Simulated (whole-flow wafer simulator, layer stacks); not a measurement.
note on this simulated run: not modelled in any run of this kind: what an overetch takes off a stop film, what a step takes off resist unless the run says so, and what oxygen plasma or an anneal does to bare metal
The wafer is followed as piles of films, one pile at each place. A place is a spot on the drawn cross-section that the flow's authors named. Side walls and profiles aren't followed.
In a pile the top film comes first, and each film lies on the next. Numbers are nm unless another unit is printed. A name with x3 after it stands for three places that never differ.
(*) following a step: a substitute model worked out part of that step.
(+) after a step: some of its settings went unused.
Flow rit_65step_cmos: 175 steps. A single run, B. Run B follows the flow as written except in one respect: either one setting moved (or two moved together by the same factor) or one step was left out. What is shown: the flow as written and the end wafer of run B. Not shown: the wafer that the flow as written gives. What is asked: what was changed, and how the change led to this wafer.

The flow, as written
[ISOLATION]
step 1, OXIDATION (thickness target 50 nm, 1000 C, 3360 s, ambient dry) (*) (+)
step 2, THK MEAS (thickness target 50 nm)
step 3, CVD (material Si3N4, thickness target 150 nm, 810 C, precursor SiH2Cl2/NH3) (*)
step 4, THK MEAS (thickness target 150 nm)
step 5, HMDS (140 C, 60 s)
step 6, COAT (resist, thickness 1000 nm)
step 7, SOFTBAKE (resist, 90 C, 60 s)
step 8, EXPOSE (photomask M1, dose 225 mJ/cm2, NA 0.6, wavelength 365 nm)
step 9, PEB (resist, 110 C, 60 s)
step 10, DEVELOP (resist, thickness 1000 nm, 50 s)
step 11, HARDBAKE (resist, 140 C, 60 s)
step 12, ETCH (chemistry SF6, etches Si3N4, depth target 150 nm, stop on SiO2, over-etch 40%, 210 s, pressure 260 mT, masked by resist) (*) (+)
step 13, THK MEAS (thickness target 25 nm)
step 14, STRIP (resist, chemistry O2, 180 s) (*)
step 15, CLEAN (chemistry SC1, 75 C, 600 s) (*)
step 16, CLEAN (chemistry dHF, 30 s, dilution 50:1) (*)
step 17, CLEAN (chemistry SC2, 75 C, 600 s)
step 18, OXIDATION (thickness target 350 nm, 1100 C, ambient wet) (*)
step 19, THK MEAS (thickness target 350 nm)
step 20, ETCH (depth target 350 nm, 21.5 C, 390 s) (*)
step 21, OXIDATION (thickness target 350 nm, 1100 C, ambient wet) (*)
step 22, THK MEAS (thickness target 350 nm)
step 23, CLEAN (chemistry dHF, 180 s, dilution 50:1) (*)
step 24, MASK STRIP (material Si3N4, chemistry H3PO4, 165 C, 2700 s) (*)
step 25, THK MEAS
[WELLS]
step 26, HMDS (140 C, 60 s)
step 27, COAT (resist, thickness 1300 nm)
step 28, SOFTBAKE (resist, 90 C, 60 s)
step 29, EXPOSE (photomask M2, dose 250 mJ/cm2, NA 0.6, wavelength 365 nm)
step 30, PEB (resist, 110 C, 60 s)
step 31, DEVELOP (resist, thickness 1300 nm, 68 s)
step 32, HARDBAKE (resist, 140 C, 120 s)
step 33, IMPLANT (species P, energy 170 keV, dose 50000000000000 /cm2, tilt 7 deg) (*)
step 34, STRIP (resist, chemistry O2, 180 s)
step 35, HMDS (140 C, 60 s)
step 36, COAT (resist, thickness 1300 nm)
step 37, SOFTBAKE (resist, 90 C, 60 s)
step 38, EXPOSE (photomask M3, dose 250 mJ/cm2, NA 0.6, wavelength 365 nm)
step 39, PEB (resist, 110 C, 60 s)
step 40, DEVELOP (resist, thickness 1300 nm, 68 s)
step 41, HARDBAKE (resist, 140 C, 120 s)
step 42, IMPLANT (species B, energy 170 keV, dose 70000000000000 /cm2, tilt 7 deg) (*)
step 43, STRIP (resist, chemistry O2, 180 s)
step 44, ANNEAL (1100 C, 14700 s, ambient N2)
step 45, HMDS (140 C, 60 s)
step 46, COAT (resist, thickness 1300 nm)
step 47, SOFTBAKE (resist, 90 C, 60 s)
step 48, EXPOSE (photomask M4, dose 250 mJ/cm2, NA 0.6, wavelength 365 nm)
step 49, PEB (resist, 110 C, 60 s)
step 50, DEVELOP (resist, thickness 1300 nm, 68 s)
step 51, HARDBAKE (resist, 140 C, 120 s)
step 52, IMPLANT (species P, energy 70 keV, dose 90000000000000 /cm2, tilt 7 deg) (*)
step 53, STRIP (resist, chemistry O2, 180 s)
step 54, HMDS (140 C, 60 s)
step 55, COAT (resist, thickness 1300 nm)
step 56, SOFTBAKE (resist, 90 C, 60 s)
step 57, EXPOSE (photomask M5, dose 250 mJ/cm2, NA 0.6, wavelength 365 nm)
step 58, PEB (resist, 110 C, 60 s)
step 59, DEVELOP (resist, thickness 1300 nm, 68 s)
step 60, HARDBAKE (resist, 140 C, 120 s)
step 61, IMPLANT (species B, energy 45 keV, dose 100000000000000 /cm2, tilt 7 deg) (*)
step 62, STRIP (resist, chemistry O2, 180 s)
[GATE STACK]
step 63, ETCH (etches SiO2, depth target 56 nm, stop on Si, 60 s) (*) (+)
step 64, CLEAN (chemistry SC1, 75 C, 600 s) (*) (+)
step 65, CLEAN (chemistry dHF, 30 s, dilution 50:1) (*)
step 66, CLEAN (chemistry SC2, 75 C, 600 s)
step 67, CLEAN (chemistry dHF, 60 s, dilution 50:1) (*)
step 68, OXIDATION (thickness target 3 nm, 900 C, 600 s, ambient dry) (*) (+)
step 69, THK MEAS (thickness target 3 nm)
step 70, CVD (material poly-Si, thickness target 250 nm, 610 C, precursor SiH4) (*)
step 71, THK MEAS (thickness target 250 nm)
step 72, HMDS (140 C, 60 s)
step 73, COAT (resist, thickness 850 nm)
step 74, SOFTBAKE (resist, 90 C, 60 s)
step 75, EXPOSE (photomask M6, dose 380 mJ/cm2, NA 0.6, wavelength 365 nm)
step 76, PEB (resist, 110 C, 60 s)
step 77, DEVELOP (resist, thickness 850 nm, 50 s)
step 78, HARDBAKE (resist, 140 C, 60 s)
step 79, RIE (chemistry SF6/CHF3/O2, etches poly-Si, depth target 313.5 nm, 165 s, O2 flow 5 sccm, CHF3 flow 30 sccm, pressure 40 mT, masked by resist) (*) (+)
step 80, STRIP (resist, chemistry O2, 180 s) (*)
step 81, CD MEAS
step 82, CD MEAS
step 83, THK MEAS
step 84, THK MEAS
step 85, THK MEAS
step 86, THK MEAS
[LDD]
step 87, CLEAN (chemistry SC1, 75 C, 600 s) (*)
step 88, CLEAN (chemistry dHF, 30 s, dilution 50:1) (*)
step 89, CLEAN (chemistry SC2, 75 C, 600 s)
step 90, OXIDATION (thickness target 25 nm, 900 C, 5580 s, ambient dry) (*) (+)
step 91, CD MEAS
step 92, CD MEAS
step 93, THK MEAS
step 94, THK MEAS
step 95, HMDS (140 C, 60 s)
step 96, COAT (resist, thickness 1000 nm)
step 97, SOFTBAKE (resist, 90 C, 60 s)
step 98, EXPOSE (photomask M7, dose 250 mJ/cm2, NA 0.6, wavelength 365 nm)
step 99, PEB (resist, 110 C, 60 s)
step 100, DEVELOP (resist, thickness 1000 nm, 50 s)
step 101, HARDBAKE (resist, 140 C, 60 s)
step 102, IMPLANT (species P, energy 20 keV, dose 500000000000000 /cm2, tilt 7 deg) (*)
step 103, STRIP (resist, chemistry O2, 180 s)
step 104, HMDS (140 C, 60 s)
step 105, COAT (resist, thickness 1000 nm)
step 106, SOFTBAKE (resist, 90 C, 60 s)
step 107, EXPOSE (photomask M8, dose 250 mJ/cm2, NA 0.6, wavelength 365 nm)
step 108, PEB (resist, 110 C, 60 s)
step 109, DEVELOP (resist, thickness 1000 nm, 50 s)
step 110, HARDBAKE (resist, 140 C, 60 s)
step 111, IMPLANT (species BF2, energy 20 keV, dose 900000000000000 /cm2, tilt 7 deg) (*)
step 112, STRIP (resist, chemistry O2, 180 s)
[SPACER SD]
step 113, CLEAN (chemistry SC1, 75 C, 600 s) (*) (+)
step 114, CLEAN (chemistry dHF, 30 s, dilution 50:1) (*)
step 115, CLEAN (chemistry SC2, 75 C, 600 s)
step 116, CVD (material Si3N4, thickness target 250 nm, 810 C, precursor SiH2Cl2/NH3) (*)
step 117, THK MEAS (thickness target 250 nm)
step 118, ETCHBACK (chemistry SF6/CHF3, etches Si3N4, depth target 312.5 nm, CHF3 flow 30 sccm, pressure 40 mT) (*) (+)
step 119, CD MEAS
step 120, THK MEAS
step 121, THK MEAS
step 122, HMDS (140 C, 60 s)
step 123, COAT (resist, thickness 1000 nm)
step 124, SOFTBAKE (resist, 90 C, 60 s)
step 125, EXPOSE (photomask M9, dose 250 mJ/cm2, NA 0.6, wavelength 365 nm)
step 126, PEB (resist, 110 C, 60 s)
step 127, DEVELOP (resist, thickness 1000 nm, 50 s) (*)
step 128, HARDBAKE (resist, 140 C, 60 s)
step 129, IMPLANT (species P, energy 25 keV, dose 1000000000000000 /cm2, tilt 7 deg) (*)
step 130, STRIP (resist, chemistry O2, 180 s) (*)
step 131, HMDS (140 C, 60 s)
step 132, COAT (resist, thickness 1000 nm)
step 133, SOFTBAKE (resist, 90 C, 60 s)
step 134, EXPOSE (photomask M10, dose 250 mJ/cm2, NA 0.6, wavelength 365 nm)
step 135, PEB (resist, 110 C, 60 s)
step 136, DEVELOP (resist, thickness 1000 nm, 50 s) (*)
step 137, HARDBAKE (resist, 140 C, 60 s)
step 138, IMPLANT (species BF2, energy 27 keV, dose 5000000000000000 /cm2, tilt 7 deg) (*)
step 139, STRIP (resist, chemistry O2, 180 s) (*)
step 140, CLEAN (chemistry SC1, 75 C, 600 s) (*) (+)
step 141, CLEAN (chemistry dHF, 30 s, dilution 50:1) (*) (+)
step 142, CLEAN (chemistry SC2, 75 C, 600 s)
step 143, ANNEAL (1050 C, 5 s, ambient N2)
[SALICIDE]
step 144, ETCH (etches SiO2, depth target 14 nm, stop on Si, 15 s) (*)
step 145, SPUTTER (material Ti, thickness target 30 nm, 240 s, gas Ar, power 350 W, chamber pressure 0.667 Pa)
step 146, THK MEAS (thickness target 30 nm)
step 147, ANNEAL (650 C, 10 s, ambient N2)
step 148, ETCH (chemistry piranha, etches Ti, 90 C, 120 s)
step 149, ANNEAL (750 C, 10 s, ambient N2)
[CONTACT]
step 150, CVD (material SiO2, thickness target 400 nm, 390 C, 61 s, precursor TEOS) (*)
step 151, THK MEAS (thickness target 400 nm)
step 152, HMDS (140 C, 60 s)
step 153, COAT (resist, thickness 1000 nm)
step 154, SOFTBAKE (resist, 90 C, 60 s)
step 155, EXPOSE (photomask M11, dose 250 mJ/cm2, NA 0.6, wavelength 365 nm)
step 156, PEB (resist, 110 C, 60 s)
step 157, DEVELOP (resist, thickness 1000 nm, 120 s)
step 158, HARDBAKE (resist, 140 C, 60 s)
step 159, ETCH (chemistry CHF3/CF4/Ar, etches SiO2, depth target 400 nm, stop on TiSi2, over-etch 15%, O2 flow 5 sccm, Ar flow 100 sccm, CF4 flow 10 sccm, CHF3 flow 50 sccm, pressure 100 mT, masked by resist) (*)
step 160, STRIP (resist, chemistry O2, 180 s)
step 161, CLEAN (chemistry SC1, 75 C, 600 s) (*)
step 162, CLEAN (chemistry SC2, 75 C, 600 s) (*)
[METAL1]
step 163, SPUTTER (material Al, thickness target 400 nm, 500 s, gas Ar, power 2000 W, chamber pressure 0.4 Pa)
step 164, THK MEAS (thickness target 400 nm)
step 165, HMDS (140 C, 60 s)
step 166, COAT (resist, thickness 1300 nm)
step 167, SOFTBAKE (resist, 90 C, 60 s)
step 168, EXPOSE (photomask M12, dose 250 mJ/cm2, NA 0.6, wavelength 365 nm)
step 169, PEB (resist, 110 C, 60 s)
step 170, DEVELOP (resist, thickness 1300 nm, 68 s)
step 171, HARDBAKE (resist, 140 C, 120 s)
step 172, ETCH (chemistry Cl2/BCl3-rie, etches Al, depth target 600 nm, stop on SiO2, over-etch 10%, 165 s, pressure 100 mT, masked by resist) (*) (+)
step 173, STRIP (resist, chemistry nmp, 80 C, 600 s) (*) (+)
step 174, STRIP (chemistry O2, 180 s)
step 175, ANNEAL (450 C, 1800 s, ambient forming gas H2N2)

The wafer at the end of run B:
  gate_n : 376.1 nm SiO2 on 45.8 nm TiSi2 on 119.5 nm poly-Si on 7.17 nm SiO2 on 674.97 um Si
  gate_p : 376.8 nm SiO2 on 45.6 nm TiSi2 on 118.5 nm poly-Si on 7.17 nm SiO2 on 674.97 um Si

What caused this: step 145, SPUTTER: 216 s was run, whereas the flow has 240 s.

How this came from the change, step by step:
  step 145, SPUTTER (material Ti, thickness target 30 nm, 240 s, gas Ar, power 350 W, chamber pressure 0.667 Pa)
      field, field_pw, field_nw, field_p, spacer, spacer_p: Ti gains 27 (new film) (in the flow as written it would be: Ti gains 30 (new film))
      gate_n: Ti gains 24.5 (new film) (in the flow as written it would be: Ti gains 27.3 (new film))
      (also at 1 further place)
  step 147, ANNEAL (650 C, 10 s, ambient N2)
      gate_n: Ti loses 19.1, TiSi first gains 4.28 (new film), TiSi2 C49 gains 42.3 (new film), poly-Si loses 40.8 (in the flow as written it would be: Ti loses 21.3, TiSi first gains 9.82 (new film), TiSi2 C49 gains 39.5 (new film), poly-Si loses 41.9)
      gate_p: Ti loses 19.1, TiSi first gains 4.07 (new film), TiSi2 C49 gains 42.4 (new film), poly-Si loses 40.7 (in the flow as written it would be: Ti loses 21.2, TiSi first gains 9.56 (new film), TiSi2 C49 gains 39.6 (new film), poly-Si loses 41.9)
  step 148, ETCH (chemistry piranha, etches Ti, 90 C, 120 s)
      field, field_pw, field_nw, field_p, spacer, spacer_p: Ti loses 27 (all of it) (in the flow as written it would be: Ti loses 30 (all of it))
      gate_n: Ti loses 5.4 (all of it), TiSi first loses 0.1 (in the flow as written it would be: Ti loses 6 (all of it), TiSi first loses 0.1)
      (also at 1 further place)
  step 149, ANNEAL (750 C, 10 s, ambient N2)
      gate_n: TiSi2 gains 45.8 (new film), TiSi first loses 4.18 (all of it), TiSi2 C49 loses 42.3 (all of it), poly-Si loses 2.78 (in the flow as written it would be: TiSi2 gains 50.8 (new film), TiSi first loses 9.72 (all of it), TiSi2 C49 loses 39.5 (all of it), poly-Si loses 6.48)
      gate_p: TiSi2 gains 45.6 (new film), TiSi first loses 3.96 (all of it), TiSi2 C49 loses 42.4 (all of it), poly-Si loses 2.64 (in the flow as written it would be: TiSi2 gains 50.6 (new film), TiSi first loses 9.46 (all of it), TiSi2 C49 loses 39.6 (all of it), poly-Si loses 6.31)
